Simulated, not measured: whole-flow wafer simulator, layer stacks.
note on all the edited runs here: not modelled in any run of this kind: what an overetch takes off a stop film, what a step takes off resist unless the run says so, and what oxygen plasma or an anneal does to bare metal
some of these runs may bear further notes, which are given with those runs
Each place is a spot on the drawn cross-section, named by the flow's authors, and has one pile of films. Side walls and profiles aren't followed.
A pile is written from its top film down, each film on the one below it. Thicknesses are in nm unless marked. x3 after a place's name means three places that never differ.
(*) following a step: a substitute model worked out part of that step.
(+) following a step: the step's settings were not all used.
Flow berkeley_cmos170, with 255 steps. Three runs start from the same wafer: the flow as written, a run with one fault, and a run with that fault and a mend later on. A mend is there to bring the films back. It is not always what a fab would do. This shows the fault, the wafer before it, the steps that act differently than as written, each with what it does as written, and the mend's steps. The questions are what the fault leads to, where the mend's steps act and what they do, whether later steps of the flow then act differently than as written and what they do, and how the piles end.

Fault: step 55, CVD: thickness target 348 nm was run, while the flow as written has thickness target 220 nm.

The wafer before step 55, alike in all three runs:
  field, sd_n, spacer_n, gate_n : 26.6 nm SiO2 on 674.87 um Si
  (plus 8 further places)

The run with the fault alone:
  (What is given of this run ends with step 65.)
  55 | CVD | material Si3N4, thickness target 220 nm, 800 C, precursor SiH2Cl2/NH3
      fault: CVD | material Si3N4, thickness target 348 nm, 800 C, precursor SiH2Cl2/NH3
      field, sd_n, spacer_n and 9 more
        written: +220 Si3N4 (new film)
        fault: +348 Si3N4 (new film)
  Steps later in the flow that act otherwise than as written:
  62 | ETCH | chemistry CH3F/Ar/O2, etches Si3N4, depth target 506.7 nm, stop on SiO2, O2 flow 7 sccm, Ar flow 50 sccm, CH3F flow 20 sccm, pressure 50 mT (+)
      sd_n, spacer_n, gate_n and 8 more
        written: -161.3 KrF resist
        fault: -246.7 KrF resist
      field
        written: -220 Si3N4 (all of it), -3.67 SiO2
        fault: -348 Si3N4 (all of it), -3.67 SiO2
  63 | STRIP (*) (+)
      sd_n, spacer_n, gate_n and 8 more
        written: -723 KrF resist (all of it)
        fault: -637.7 KrF resist (all of it)
  After step 65, at sd_n, spacer_n, gate_n and 8 more, the piles differ from the flow's by more than 2% or 0.5 nm, whichever is larger.
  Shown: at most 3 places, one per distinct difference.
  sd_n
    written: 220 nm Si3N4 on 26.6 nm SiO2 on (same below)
    fault: 348 nm Si3N4 on 26.6 nm SiO2 on (same below)

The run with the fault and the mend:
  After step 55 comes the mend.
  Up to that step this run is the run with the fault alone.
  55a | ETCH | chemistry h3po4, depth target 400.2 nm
      field, sd_n, spacer_n and 9 more
        -348 Si3N4 (all of it)
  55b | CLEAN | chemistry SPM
      leaves every film unchanged at each place that is followed
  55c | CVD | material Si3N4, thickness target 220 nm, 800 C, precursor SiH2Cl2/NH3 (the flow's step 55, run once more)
      field, sd_n, spacer_n and 9 more
        +220 Si3N4 (new film)
  Later steps of the flow that are run all act as written at every place that is followed.
  At every place that both follow, the piles at the end match the flow's.
